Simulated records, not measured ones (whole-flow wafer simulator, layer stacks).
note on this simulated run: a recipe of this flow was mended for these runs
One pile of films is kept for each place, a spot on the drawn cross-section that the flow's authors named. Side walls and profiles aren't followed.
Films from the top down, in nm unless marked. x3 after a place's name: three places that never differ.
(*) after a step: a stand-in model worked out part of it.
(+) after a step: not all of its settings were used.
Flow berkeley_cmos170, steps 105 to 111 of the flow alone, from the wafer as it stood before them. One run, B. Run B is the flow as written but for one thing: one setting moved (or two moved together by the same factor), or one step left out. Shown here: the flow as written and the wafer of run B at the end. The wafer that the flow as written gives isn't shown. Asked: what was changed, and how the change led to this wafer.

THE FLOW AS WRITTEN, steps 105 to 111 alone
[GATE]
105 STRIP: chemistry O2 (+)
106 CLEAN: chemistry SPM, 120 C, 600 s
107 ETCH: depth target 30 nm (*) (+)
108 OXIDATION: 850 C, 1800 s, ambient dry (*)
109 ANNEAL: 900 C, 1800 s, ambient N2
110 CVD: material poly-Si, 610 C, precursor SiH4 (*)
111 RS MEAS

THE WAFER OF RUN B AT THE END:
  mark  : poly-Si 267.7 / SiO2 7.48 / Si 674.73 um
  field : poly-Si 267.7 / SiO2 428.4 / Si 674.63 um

The cause: step 110, CVD: 622 C was run, where the flow has 610 C.

How the change led to this, step by step:
  110 CVD: material poly-Si, 610 C, precursor SiH4 (*)
      field, mark, sd_n and 10 more: poly-Si +267.7 (new film) (as written it would be: poly-Si +213.7 (new film))
